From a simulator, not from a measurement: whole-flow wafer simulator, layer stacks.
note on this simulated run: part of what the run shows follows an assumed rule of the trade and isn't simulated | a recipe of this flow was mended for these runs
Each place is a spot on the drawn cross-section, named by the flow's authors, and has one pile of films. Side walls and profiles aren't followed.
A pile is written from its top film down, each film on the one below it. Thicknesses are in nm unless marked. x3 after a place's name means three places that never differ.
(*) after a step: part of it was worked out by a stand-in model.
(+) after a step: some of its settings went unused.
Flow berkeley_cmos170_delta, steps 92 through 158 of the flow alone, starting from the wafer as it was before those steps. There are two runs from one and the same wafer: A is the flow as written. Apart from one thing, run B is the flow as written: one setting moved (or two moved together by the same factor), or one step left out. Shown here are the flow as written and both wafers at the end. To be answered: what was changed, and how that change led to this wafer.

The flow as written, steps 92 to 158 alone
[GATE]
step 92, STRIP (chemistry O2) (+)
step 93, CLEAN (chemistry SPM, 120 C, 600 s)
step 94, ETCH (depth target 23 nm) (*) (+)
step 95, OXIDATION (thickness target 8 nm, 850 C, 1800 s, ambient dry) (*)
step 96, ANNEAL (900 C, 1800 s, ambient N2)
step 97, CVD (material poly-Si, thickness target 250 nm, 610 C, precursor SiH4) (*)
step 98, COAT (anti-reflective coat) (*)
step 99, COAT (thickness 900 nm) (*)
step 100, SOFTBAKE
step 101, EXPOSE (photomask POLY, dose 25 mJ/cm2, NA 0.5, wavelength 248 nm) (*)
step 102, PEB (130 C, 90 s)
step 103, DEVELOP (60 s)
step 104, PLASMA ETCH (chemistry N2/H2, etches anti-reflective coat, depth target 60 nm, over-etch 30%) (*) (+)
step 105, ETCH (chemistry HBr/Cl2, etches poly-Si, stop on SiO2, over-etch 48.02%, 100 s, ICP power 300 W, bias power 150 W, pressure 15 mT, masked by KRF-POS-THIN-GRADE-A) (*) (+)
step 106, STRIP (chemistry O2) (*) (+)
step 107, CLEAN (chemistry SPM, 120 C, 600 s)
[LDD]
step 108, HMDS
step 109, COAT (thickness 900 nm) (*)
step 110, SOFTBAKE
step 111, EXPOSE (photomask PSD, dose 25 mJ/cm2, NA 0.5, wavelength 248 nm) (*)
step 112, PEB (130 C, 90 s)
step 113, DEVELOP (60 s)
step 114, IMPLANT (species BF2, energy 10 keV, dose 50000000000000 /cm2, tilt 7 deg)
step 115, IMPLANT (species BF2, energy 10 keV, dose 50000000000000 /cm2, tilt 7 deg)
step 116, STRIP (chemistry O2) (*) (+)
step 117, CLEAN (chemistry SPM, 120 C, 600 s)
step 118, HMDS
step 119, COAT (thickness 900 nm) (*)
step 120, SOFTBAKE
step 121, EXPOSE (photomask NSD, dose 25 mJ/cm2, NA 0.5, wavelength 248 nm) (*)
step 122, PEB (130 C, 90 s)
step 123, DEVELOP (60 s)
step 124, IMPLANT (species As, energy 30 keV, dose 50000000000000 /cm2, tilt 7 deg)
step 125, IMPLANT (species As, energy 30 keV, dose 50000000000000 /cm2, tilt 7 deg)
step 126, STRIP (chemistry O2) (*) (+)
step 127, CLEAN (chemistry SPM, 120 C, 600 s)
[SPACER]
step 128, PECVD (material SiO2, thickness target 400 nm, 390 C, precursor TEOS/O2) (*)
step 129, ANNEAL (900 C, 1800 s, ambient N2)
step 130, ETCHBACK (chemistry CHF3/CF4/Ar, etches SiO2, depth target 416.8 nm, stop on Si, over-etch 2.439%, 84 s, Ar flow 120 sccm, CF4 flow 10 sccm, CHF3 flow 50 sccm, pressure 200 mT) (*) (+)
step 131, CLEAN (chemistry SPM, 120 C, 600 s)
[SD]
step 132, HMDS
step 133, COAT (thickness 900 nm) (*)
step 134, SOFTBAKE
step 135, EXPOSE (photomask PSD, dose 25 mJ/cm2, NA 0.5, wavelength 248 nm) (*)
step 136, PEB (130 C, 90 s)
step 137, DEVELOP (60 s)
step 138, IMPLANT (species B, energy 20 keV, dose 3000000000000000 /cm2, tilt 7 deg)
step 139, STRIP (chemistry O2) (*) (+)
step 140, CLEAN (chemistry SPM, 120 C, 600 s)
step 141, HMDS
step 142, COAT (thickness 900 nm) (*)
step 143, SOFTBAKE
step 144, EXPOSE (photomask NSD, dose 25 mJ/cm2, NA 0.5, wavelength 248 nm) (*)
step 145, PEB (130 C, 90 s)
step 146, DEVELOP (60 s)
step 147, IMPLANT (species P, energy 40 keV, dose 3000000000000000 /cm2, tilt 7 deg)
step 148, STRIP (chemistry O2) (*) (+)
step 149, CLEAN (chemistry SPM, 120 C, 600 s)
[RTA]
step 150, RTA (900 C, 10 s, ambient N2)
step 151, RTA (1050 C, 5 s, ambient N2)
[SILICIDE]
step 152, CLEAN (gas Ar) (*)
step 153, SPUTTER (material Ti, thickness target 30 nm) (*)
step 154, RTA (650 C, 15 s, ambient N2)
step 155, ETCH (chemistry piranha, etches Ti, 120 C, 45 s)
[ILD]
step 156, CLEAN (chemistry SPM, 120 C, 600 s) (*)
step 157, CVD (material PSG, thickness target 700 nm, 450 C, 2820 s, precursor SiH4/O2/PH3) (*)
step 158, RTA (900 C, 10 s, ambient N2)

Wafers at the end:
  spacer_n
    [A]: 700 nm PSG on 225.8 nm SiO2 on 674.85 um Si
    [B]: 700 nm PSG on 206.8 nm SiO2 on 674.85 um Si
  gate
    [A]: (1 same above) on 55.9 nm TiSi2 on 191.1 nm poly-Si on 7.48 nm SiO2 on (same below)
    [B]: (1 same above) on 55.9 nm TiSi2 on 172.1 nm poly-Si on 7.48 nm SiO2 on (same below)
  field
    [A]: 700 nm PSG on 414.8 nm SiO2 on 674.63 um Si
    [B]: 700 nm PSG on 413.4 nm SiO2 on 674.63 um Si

What caused this: step 97, CVD: thickness target 231 nm was run, whereas the flow has thickness target 250 nm.

How this came from the change, step by step:
  step 97, CVD (material poly-Si, thickness target 250 nm, 610 C, precursor SiH4) (*)
      field, sd_n, spacer_n and 6 more: A +250 poly-Si (new film) | B +231 poly-Si (new film)
  step 105, ETCH (chemistry HBr/Cl2, etches poly-Si, stop on SiO2, over-etch 48.02%, 100 s, ICP power 300 W, bias power 150 W, pressure 15 mT, masked by KRF-POS-THIN-GRADE-A) (*) (+)
      field: A -245.4 poly-Si (all of it), -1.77 SiO2 | B -226.4 poly-Si (all of it), -3.24 SiO2
      sd_n: A -248.7 poly-Si (all of it), -1.52 SiO2 | B -229.7 poly-Si (all of it), -2.98 SiO2
      (as well as at 5 more places)
  step 119, COAT (thickness 900 nm) (*)
      gate: A +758 KrF-resist (new film) | B +773.5 KrF-resist (new film)
      gate_p: A +753.6 KrF-resist (new film) | B +769.1 KrF-resist (new film)
  step 123, DEVELOP (60 s)
      gate: A -756.3 KrF-resist (all of it) | B -771.8 KrF-resist (all of it)
  step 126, STRIP (chemistry O2) (*) (+)
      gate_p: A -737.1 KrF-resist (all of it), +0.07 chemical SiO2 | B -752.5 KrF-resist (all of it), +0.07 chemical SiO2
  step 130, ETCHBACK (chemistry CHF3/CF4/Ar, etches SiO2, depth target 416.8 nm, stop on Si, over-etch 2.439%, 84 s, Ar flow 120 sccm, CF4 flow 10 sccm, CHF3 flow 50 sccm, pressure 200 mT) (*) (+)
      spacer_n, spacer_p: A -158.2 SiO2 | B -175.8 SiO2
